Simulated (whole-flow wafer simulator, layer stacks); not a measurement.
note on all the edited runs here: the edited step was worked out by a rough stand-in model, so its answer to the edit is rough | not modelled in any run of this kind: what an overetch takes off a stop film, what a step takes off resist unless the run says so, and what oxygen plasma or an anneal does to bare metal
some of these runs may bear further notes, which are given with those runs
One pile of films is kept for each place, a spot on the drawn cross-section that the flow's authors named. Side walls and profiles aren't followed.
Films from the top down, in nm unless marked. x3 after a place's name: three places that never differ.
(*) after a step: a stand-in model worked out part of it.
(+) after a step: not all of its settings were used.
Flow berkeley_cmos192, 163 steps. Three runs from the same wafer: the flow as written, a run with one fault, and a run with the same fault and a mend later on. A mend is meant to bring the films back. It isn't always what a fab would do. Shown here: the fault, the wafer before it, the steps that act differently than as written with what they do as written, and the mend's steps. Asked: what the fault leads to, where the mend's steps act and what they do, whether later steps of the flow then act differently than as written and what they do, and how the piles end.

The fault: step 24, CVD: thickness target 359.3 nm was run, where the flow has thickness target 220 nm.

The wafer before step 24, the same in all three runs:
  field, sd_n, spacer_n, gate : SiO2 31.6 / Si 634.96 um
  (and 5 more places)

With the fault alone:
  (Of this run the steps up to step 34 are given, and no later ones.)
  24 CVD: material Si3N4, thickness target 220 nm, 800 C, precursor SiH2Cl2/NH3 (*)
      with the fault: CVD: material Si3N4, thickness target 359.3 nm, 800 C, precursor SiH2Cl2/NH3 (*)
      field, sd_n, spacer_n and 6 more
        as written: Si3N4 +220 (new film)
        with the fault: Si3N4 +359.3 (new film)
  Later steps of the flow that act differently than as written:
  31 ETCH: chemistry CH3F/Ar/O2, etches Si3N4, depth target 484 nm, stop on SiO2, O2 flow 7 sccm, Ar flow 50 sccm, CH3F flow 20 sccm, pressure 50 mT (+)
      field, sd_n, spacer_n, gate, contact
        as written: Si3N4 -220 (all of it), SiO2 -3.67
        with the fault: Si3N4 -359.3 (all of it), SiO2 -3.67
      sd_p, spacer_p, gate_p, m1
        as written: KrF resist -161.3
        with the fault: KrF resist -254.2
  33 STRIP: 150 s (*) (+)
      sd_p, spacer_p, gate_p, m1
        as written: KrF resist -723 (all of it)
        with the fault: KrF resist -630.2 (all of it)
  After step 34 the piles differ from the flow's by more than 2% or 0.5 nm, whichever is larger, at sd_p, spacer_p, gate_p, m1.
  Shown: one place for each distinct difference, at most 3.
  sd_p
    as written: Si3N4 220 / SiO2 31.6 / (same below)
    with the fault: Si3N4 359.3 / SiO2 31.6 / (same below)

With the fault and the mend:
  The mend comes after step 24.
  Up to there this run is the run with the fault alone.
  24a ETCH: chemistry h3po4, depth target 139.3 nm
      field, sd_n, spacer_n and 6 more
        Si3N4 -139.3
  No later step of the flow acts differently than as written at any place that is followed.
  At the end the piles are the same as the flow's at every place that both follow.
